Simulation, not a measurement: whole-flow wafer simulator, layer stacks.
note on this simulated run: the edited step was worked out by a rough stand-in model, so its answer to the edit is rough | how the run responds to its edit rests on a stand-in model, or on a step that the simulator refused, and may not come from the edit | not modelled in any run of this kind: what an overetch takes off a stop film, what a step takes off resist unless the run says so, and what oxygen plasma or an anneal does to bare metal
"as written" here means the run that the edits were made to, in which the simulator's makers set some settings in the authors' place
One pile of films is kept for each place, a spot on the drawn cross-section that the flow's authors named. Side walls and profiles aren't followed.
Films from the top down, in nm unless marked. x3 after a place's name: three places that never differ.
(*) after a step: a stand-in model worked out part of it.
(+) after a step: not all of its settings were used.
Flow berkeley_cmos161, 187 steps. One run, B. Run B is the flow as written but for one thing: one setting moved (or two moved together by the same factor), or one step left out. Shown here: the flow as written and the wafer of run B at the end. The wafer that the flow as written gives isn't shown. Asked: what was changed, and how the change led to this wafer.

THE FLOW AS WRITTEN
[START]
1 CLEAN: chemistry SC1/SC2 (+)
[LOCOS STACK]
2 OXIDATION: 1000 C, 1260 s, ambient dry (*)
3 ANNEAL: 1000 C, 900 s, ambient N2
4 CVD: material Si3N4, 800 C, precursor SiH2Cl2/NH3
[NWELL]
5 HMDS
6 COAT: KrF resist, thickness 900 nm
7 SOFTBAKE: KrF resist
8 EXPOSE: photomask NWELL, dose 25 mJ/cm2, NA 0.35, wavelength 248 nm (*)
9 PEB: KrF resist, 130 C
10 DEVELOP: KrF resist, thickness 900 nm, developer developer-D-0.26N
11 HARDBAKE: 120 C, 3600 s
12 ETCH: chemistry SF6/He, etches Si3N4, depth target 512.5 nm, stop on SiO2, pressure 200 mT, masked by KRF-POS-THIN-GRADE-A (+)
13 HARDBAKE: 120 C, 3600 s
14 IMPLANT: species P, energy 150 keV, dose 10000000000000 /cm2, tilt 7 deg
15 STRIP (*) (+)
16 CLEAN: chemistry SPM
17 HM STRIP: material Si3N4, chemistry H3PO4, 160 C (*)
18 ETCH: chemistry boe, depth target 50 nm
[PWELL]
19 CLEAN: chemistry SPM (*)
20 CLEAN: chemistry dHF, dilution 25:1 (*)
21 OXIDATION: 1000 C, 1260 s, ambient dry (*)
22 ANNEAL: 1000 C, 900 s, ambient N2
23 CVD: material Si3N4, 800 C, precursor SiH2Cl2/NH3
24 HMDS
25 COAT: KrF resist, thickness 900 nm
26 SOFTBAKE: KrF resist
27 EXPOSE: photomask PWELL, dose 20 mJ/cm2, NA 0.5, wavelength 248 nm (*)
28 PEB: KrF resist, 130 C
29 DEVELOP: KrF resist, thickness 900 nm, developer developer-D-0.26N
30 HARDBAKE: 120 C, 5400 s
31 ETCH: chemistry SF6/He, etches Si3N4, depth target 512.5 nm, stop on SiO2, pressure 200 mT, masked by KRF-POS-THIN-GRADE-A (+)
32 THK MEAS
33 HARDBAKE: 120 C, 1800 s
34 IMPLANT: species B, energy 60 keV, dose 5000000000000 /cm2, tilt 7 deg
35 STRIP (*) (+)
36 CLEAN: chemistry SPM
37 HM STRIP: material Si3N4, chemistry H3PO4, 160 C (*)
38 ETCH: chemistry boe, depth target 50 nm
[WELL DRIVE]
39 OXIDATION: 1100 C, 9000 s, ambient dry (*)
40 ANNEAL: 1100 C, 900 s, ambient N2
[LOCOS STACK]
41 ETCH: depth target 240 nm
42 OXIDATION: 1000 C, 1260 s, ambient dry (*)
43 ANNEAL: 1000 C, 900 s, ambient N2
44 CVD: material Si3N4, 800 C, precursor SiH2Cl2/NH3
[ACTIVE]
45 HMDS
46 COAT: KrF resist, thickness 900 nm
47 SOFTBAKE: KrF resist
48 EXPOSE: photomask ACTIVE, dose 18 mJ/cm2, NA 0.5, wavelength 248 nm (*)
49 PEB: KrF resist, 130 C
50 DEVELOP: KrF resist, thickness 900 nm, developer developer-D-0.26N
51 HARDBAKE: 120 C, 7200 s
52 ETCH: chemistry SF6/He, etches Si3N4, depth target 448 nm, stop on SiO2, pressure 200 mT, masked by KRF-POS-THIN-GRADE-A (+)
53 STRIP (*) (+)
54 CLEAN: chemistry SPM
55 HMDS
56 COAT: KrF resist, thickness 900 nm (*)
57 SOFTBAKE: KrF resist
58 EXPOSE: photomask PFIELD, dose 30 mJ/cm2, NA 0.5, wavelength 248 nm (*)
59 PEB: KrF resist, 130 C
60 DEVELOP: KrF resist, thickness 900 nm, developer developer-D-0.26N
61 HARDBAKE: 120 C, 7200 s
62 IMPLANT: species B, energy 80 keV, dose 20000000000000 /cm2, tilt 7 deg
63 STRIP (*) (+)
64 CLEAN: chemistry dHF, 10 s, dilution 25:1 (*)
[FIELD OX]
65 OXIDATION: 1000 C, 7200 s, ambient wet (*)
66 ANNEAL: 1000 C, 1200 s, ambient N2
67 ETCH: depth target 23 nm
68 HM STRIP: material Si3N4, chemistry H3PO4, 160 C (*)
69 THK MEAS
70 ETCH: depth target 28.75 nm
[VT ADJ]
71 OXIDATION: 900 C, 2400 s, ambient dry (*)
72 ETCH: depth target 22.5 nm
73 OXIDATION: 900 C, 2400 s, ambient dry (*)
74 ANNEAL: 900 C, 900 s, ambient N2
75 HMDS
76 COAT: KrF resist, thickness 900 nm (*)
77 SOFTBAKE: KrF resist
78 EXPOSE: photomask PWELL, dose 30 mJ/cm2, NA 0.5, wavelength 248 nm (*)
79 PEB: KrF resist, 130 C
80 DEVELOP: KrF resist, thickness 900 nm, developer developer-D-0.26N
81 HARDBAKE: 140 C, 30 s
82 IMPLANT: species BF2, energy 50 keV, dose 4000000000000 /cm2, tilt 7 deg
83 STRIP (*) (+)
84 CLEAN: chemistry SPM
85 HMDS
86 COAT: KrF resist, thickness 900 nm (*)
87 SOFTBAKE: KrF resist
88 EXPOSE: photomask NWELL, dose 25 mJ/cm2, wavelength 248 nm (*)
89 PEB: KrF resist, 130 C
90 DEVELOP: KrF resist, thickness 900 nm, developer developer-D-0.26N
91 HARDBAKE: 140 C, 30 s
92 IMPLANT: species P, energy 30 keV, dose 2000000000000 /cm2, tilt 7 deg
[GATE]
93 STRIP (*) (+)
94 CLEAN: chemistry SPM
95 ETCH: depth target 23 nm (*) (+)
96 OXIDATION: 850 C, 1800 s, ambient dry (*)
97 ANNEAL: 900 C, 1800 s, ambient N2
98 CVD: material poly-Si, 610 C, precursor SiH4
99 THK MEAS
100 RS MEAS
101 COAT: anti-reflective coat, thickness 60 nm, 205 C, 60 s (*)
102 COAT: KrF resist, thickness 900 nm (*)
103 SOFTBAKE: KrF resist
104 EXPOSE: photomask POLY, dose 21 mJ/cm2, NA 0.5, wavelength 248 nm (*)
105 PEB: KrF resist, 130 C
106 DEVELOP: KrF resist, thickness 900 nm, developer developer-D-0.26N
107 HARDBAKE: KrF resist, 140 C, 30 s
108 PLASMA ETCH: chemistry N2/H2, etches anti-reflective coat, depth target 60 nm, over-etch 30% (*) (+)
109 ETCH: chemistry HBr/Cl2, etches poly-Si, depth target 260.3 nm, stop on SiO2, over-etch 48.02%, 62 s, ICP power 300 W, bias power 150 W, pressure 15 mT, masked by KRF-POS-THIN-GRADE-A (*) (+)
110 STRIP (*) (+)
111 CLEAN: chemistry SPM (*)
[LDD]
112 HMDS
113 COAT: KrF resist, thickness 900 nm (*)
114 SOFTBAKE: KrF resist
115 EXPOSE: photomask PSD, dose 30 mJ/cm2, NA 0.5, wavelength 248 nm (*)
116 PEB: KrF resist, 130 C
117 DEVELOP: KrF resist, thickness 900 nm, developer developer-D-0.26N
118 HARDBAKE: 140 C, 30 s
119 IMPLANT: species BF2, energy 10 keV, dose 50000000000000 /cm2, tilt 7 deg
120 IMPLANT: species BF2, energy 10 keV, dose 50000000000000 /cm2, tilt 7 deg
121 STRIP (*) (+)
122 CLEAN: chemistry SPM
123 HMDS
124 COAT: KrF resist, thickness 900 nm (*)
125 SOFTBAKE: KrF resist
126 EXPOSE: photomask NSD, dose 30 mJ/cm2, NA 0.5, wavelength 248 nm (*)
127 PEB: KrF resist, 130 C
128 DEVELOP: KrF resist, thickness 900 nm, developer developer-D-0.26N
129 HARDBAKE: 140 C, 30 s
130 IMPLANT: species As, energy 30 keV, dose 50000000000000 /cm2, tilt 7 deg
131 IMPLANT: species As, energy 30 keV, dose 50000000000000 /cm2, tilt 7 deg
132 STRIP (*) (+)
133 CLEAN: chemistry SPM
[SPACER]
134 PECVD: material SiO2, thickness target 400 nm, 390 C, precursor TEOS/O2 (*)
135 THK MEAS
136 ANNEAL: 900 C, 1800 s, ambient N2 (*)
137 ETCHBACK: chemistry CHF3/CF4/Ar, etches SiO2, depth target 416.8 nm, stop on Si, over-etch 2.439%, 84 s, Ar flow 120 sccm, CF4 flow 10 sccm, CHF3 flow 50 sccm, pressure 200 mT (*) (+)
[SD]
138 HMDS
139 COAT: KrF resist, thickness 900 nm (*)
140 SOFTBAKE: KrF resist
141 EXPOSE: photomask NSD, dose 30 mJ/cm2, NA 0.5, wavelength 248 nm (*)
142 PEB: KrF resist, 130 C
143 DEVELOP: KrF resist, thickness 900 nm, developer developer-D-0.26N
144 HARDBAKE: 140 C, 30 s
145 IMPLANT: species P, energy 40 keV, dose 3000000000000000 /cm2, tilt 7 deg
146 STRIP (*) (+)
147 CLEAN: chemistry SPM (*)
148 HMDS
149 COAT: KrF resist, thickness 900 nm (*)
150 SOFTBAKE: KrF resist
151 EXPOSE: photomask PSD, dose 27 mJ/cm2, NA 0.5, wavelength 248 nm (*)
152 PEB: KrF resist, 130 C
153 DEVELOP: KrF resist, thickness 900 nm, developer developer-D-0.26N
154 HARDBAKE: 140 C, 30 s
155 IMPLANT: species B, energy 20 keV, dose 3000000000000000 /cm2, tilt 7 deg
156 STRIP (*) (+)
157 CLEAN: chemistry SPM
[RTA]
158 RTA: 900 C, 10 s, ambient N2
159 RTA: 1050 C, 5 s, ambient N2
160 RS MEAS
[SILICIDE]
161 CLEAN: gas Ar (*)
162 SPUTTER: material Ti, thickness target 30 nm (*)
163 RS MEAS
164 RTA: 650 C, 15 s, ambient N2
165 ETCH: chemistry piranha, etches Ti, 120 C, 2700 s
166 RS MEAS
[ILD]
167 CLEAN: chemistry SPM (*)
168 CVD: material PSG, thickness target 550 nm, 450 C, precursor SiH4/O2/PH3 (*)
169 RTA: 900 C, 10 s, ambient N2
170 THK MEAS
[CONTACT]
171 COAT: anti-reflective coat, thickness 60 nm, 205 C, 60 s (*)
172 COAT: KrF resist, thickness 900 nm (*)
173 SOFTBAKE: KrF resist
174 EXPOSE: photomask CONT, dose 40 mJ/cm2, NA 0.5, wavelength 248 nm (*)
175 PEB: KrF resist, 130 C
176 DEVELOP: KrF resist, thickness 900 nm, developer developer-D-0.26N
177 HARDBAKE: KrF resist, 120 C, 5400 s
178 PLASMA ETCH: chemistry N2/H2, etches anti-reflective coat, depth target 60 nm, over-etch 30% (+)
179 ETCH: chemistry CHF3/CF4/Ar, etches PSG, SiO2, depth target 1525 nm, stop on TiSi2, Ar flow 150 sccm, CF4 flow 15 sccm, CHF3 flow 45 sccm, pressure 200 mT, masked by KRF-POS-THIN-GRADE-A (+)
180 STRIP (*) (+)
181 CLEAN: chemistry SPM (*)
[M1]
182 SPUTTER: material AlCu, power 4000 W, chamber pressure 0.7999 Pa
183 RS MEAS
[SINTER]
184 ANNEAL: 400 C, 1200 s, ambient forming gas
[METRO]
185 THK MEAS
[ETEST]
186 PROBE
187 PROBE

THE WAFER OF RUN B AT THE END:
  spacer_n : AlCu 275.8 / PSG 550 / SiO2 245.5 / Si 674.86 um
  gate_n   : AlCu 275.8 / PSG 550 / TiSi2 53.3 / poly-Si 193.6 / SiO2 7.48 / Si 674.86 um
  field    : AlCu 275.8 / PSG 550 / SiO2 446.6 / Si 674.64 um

The cause: step 134, PECVD: thickness target 440 nm was run, where the flow has thickness target 400 nm.

How the change led to this, step by step:
  134 PECVD: material SiO2, thickness target 400 nm, 390 C, precursor TEOS/O2 (*)
      field, sd_n, contact, m1: SiO2 +440 (as written it would be: SiO2 +400)
      spacer_n, sd_p, spacer_p: SiO2 +423.3 (as written it would be: SiO2 +385)
      (and at 2 more places)
  136 ANNEAL: 900 C, 1800 s, ambient N2 (*)
      field, sd_n, gate_n, gate_p, contact, m1: SiO2 -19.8 (as written it would be: SiO2 -18)
      spacer_n, sd_p, spacer_p: SiO2 -19 (as written it would be: SiO2 -17.3)
  137 ETCHBACK: chemistry CHF3/CF4/Ar, etches SiO2, depth target 416.8 nm, stop on Si, over-etch 2.439%, 84 s, Ar flow 120 sccm, CF4 flow 10 sccm, CHF3 flow 50 sccm, pressure 200 mT (*) (+)
      gate_n, gate_p: SiO2 -420.2 (all of it), chemical SiO2 -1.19 (all of it), poly-Si -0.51 (as written it would be: SiO2 -382 (all of it), chemical SiO2 -1.19 (all of it), poly-Si -3.98)
      sd_n: SiO2 -426.1 (all of it) (as written it would be: SiO2 -387.9 (all of it))
      (and at 3 more places)
  139 COAT: KrF resist, thickness 900 nm (*)
      sd_n: KrF resist +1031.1 (new film) (as written it would be: KrF resist +1008.1 (new film))
      spacer_n: KrF resist +799.7 (new film) (as written it would be: KrF resist +816.8 (new film))
      (and at 2 more places)
  143 DEVELOP: KrF resist, thickness 900 nm, developer developer-D-0.26N
      sd_n: KrF resist -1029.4 (all of it) (as written it would be: KrF resist -1006.5 (all of it))
      spacer_n: KrF resist -798.4 (all of it) (as written it would be: KrF resist -815.5 (all of it))
      (and at 1 more place)
  144 HARDBAKE: 140 C, 30 s
      spacer_p: KrF resist -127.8 (as written it would be: KrF resist -131)
  146 STRIP (*) (+)
      spacer_p: KrF resist -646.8 (all of it) (as written it would be: KrF resist -663.4 (all of it))
  149 COAT: KrF resist, thickness 900 nm (*)
      sd_n: KrF resist +1030.7 (new film) (as written it would be: KrF resist +1007.8 (new film))
      spacer_n: KrF resist +799.3 (new film) (as written it would be: KrF resist +817.1 (new film))
      (and at 2 more places)
  153 DEVELOP: KrF resist, thickness 900 nm, developer developer-D-0.26N
      spacer_p: KrF resist -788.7 (all of it) (as written it would be: KrF resist -808.8 (all of it))
  154 HARDBAKE: 140 C, 30 s
      sd_n: KrF resist -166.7 (as written it would be: KrF resist -163)
      spacer_n: KrF resist -129.3 (as written it would be: KrF resist -132.2)
      (and at 1 more place)
  156 STRIP (*) (+)
      gate_n: KrF resist -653 (all of it), chemical SiO2 +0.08, poly-Si -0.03 (as written it would be: KrF resist -638.8 (all of it), chemical SiO2 +0.08)
      sd_n: KrF resist -848.1 (all of it), chemical SiO2 +0.08 (as written it would be: KrF resist -828.9 (all of it), chemical SiO2 +0.08)
      (and at 2 more places)
  171 COAT: anti-reflective coat, thickness 60 nm, 205 C, 60 s (*)
      sd_n: anti-reflective coat +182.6 (new film) (as written it would be: anti-reflective coat +149.7 (new film))
      spacer_n: anti-reflective coat +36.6 (new film) (as written it would be: anti-reflective coat +41.3 (new film))
      (and at 5 more places)
  172 COAT: KrF resist, thickness 900 nm (*)
      sd_p: KrF resist +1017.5 (new film) (as written it would be: KrF resist +996.6 (new film))
  180 STRIP (*) (+)
      sd_n: KrF resist -685 (all of it), anti-reflective coat -182.6 (all of it) (as written it would be: KrF resist -692.5 (all of it), anti-reflective coat -149.7 (all of it))
      spacer_n: KrF resist -633.8 (all of it), anti-reflective coat -36.6 (all of it) (as written it would be: KrF resist -635.2 (all of it), anti-reflective coat -41.3 (all of it))
      (and at 5 more places)
  182 SPUTTER: material AlCu, power 4000 W, chamber pressure 0.7999 Pa
      sd_p: AlCu +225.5 (new film) (as written it would be: AlCu +234.7 (new film))
